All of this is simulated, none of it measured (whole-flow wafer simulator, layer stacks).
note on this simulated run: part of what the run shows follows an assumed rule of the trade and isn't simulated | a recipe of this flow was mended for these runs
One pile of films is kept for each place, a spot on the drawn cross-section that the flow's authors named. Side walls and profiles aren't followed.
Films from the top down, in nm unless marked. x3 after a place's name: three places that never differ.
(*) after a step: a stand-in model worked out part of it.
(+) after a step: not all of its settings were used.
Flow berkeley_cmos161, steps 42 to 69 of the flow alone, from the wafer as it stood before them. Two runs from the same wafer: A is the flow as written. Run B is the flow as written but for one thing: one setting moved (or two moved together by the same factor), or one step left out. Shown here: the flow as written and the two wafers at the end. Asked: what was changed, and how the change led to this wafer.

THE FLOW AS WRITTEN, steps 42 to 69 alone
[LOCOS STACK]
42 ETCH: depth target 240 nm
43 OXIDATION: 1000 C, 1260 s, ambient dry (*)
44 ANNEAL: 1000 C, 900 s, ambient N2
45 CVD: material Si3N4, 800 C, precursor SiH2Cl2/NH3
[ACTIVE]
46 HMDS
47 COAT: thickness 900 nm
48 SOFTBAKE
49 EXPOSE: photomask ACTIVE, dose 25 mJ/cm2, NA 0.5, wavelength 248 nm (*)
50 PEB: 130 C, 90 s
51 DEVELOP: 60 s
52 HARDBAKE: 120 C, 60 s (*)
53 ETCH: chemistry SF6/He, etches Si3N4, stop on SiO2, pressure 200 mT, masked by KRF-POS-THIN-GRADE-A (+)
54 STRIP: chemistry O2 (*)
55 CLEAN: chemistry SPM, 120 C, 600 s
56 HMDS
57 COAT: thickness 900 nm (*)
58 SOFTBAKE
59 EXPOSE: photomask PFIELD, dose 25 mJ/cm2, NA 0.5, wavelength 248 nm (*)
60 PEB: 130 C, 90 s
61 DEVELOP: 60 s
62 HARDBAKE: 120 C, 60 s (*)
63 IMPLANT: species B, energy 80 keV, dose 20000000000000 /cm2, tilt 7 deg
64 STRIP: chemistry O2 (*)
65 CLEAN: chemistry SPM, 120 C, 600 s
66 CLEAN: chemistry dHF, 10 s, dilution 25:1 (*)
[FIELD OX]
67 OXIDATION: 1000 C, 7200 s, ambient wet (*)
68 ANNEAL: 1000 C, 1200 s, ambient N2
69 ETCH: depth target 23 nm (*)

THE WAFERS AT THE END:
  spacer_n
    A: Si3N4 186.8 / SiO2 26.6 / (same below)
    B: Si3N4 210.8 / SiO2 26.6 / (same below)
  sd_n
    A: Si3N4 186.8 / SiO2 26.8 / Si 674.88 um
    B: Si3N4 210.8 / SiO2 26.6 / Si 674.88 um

The cause: step 45, CVD: 812 C was run, where the flow has 800 C.

How the change led to this, step by step:
  45 CVD: material Si3N4, 800 C, precursor SiH2Cl2/NH3
      field, sd_n, spacer_n and 6 more: A Si3N4 +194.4 (new film) | B Si3N4 +218.4 (new film)
  53 ETCH: chemistry SF6/He, etches Si3N4, stop on SiO2, pressure 200 mT, masked by KRF-POS-THIN-GRADE-A (+)
      sd_n, spacer_n, gate_n, sd_p, spacer_p, gate_p, contact, m1: A KrF-resist -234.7 | B KrF-resist -260.8
      field: A Si3N4 -194.4 (all of it), SiO2 -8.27 | B Si3N4 -218.4 (all of it), SiO2 -8.27
  54 STRIP: chemistry O2 (*)
      sd_n, spacer_n, gate_n, sd_p, spacer_p, gate_p, contact, m1: A KrF-resist -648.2 (all of it) | B KrF-resist -622.2 (all of it)
